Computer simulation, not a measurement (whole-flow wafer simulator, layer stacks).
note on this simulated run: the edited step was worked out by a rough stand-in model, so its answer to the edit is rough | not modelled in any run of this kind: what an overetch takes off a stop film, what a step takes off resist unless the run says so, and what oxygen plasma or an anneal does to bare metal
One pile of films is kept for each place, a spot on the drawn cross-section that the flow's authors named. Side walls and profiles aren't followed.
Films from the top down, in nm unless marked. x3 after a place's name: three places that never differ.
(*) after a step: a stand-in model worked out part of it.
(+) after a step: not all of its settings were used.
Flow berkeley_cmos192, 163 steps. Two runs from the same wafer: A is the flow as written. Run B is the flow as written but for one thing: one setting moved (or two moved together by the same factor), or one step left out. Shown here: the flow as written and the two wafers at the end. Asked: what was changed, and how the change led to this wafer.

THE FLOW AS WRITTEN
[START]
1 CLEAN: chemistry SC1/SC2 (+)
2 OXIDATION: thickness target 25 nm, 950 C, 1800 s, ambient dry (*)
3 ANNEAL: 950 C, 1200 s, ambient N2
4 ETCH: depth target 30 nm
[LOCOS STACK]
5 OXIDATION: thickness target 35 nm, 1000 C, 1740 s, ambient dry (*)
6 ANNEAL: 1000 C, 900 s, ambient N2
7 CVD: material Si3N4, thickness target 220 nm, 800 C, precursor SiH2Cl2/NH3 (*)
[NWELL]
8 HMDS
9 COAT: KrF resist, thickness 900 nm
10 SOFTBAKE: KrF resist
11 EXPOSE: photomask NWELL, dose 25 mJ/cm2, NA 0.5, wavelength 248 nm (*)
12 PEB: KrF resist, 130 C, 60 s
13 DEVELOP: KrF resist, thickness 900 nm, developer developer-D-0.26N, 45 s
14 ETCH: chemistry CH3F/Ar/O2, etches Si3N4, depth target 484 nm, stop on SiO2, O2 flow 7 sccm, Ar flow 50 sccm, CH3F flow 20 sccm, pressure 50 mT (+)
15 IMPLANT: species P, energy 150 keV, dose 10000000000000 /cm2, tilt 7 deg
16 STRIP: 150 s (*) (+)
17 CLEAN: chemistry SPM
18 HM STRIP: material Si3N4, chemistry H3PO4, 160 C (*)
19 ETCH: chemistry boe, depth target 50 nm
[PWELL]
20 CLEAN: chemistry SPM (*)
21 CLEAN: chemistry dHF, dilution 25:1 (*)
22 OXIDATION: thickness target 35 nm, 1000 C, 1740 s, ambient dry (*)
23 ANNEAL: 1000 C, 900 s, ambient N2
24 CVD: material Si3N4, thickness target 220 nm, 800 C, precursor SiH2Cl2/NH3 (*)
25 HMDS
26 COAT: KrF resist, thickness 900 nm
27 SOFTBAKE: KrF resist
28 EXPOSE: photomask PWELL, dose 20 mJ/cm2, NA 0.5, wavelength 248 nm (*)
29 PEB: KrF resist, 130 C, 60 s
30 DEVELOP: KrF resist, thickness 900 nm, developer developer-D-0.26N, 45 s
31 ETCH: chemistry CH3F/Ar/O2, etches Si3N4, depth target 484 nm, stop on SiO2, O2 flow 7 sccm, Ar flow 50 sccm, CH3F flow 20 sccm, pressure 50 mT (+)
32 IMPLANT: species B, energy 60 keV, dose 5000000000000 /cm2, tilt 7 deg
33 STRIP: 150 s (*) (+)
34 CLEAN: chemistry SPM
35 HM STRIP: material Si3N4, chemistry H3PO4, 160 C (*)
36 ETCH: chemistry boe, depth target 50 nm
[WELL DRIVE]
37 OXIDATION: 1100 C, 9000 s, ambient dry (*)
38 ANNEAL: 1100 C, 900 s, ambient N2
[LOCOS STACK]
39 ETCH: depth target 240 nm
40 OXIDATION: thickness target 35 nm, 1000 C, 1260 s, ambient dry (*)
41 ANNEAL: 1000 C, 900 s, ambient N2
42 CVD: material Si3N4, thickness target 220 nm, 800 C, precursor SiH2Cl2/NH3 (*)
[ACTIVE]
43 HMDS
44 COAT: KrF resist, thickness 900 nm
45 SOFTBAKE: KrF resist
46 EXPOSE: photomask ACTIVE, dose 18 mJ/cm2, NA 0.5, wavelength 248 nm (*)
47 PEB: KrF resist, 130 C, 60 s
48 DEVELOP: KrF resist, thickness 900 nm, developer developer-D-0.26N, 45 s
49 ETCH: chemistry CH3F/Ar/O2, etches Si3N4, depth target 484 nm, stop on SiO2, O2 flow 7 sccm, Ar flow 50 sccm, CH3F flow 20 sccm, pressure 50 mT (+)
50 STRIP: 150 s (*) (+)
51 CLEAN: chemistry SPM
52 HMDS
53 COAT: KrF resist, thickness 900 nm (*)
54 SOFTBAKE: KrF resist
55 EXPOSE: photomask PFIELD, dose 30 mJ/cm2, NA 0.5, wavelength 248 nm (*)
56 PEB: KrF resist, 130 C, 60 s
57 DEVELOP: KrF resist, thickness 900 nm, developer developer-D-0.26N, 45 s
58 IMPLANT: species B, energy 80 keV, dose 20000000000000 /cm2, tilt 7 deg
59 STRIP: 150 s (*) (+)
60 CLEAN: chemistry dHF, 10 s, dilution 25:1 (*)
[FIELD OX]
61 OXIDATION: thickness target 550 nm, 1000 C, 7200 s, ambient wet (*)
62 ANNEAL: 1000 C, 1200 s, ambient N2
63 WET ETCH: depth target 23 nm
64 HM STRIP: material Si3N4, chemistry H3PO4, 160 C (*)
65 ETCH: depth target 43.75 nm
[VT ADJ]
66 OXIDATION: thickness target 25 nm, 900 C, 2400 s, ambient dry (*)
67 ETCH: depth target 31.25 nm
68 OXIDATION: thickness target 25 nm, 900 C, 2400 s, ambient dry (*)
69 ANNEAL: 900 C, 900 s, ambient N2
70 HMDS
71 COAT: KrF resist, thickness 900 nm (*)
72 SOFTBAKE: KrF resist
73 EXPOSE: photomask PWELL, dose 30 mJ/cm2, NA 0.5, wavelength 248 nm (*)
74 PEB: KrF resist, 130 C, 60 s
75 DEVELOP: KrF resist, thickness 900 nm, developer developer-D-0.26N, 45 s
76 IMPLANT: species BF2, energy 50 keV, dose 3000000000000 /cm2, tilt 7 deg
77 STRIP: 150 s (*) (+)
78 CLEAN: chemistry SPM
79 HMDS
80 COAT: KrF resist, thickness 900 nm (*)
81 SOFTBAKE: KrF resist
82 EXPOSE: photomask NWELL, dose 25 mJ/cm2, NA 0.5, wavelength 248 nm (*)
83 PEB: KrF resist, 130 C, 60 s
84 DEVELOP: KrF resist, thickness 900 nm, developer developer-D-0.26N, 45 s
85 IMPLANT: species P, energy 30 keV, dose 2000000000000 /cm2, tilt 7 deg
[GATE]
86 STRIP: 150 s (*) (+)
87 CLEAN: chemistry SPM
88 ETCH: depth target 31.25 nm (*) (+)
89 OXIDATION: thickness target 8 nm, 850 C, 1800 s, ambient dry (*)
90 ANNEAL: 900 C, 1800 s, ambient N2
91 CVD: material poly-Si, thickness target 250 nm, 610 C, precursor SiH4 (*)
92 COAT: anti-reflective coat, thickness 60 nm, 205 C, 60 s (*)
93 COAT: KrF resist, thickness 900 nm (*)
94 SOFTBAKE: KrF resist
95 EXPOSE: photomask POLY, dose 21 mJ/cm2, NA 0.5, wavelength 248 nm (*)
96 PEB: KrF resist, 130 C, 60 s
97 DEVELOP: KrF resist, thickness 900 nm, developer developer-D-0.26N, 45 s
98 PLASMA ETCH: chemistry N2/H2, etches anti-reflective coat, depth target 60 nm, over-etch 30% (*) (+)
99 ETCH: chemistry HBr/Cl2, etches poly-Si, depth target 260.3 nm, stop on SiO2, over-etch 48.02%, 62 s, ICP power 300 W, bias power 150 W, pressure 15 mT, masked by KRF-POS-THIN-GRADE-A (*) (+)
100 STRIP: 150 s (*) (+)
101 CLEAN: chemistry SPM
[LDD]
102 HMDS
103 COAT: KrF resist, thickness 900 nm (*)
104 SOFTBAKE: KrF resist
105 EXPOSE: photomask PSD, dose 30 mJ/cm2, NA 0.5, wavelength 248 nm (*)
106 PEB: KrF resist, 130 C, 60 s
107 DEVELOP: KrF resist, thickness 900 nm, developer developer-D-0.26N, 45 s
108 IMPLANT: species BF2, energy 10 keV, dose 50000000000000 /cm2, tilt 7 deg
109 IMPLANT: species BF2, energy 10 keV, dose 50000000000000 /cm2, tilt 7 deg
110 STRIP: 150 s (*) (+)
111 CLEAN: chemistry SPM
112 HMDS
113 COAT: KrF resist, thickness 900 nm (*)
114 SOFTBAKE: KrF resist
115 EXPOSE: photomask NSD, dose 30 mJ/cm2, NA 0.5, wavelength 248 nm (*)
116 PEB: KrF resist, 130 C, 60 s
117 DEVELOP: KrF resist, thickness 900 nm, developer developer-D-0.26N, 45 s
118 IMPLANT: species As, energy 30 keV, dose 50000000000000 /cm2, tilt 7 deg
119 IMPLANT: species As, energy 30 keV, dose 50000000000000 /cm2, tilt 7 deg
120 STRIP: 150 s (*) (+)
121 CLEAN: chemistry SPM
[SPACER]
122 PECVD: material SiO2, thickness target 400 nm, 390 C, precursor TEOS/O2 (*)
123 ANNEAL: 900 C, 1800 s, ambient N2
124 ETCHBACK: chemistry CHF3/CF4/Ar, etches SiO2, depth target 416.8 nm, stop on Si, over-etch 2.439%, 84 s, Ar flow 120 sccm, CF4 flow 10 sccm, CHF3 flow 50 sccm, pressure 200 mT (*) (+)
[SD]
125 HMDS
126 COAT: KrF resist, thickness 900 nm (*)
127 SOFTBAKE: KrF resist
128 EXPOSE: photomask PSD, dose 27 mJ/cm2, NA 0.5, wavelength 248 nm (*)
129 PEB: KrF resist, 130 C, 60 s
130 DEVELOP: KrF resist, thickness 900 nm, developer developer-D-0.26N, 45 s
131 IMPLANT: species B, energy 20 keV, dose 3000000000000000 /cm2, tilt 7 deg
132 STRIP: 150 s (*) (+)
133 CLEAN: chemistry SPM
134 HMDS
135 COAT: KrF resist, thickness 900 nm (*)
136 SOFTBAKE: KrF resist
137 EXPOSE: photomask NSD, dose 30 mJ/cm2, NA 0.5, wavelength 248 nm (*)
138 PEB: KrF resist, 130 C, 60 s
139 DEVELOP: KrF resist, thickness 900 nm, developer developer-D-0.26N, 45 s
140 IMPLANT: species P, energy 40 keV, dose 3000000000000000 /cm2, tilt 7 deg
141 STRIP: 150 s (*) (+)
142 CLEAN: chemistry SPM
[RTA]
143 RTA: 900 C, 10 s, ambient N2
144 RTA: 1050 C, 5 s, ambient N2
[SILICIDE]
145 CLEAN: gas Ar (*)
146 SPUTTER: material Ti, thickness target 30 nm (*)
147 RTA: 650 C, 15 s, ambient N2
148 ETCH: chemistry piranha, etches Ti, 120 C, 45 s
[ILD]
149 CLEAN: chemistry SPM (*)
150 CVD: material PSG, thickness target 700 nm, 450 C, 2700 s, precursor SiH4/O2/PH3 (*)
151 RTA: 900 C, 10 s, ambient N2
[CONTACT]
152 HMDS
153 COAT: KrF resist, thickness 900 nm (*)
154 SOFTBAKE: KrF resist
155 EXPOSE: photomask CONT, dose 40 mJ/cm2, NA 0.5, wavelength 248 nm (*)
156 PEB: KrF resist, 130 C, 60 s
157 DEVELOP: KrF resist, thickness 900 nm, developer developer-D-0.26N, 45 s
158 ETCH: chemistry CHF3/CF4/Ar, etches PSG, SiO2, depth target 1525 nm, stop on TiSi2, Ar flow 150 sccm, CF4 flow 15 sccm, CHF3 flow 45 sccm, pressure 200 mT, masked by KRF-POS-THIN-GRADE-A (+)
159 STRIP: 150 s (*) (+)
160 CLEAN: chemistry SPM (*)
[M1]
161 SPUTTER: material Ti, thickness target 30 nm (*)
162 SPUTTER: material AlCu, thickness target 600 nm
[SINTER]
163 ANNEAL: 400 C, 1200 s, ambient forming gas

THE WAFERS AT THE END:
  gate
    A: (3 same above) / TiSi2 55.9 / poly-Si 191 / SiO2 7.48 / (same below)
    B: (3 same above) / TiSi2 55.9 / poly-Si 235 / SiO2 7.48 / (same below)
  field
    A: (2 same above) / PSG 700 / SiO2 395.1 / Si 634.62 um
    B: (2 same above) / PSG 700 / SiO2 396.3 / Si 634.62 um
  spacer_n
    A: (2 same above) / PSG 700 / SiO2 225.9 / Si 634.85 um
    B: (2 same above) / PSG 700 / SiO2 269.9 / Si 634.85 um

The cause: step 91, CVD: thickness target 294 nm was run, where the flow has thickness target 250 nm.

How the change led to this, step by step:
  91 CVD: material poly-Si, thickness target 250 nm, 610 C, precursor SiH4 (*)
      field, sd_n, spacer_n and 6 more: A poly-Si +250 (new film) | B poly-Si +294 (new film)
  99 ETCH: chemistry HBr/Cl2, etches poly-Si, depth target 260.3 nm, stop on SiO2, over-etch 48.02%, 62 s, ICP power 300 W, bias power 150 W, pressure 15 mT, masked by KRF-POS-THIN-GRADE-A (*) (+)
      spacer_n, spacer_p: A poly-Si -245.8 (all of it), SiO2 -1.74 | B poly-Si -289.7 (all of it), SiO2 -0.48
      field: A poly-Si -245.8 (all of it), SiO2 -1.74 | B poly-Si -289.8 (all of it), SiO2 -0.48
      (and at 4 more places)
  103 COAT: KrF resist, thickness 900 nm (*)
      gate: A KrF resist +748 (new film) | B KrF resist +711.2 (new film)
      gate_p: A KrF resist +744.1 (new film) | B KrF resist +707.3 (new film)
  107 DEVELOP: KrF resist, thickness 900 nm, developer developer-D-0.26N, 45 s
      gate_p: A KrF resist -742.9 (all of it) | B KrF resist -706.3 (all of it)
  110 STRIP: 150 s (*) (+)
      gate: A KrF resist -732.7 (all of it), chemical SiO2 +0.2, poly-Si -0.09 | B KrF resist -696 (all of it), chemical SiO2 +0.2, poly-Si -0.09
  113 COAT: KrF resist, thickness 900 nm (*)
      gate: A KrF resist +747.9 (new film) | B KrF resist +711.2 (new film)
      gate_p: A KrF resist +743.9 (new film) | B KrF resist +707.2 (new film)
  117 DEVELOP: KrF resist, thickness 900 nm, developer developer-D-0.26N, 45 s
      gate: A KrF resist -746.8 (all of it) | B KrF resist -710.1 (all of it)
  120 STRIP: 150 s (*) (+)
      gate_p: A KrF resist -728.6 (all of it), chemical SiO2 +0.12, poly-Si -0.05 | B KrF resist -691.9 (all of it), chemical SiO2 +0.12, poly-Si -0.05
  124 ETCHBACK: chemistry CHF3/CF4/Ar, etches SiO2, depth target 416.8 nm, stop on Si, over-etch 2.439%, 84 s, Ar flow 120 sccm, CF4 flow 10 sccm, CHF3 flow 50 sccm, pressure 200 mT (*) (+)
      spacer_n: A SiO2 -160 | B SiO2 -117.2
      spacer_p: A SiO2 -159.9 | B SiO2 -117.2
  126 COAT: KrF resist, thickness 900 nm (*)
      spacer_n: A KrF resist +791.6 (new film) | B KrF resist +759.4 (new film)
      gate: A KrF resist +771.5 (new film) | B KrF resist +740 (new film)
      (and at 2 more places)
  130 DEVELOP: KrF resist, thickness 900 nm, developer developer-D-0.26N, 45 s
      spacer_p: A KrF resist -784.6 (all of it) | B KrF resist -752.5 (all of it)
      gate_p: A KrF resist -764.3 (all of it) | B KrF resist -733 (all of it)
  132 STRIP: 150 s (*) (+)
      spacer_n: A KrF resist -776.1 (all of it) | B KrF resist -744 (all of it)
      gate: A chemical SiO2 +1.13 (new film), KrF resist -756.1 (all of it), poly-Si -0.5 | B chemical SiO2 +1.13 (new film), KrF resist -724.6 (all of it), poly-Si -0.5
  135 COAT: KrF resist, thickness 900 nm (*)
      spacer_n: A KrF resist +791.1 (new film) | B KrF resist +759.6 (new film)
      gate: A KrF resist +770.3 (new film) | B KrF resist +739.6 (new film)
      (and at 2 more places)
  139 DEVELOP: KrF resist, thickness 900 nm, developer developer-D-0.26N, 45 s
      spacer_n: A KrF resist -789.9 (all of it) | B KrF resist -758.5 (all of it)
      gate: A KrF resist -769.1 (all of it) | B KrF resist -738.5 (all of it)
  141 STRIP: 150 s (*) (+)
      spacer_p: A KrF resist -770.2 (all of it) | B KrF resist -738.6 (all of it)
      gate_p: A KrF resist -749.1 (all of it), chemical SiO2 +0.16 | B KrF resist -718.4 (all of it), chemical SiO2 +0.16
  153 COAT: KrF resist, thickness 900 nm (*)
      spacer_n: A KrF resist +829.8 (new film) | B KrF resist +805.8 (new film)
      gate: A KrF resist +809.7 (new film) | B KrF resist +788.2 (new film)
      (and at 2 more places)
  159 STRIP: 150 s (*) (+)
      spacer_n: A KrF resist -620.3 (all of it) | B KrF resist -596.3 (all of it)
      gate: A KrF resist -600.1 (all of it) | B KrF resist -578.7 (all of it)
      (and at 2 more places)
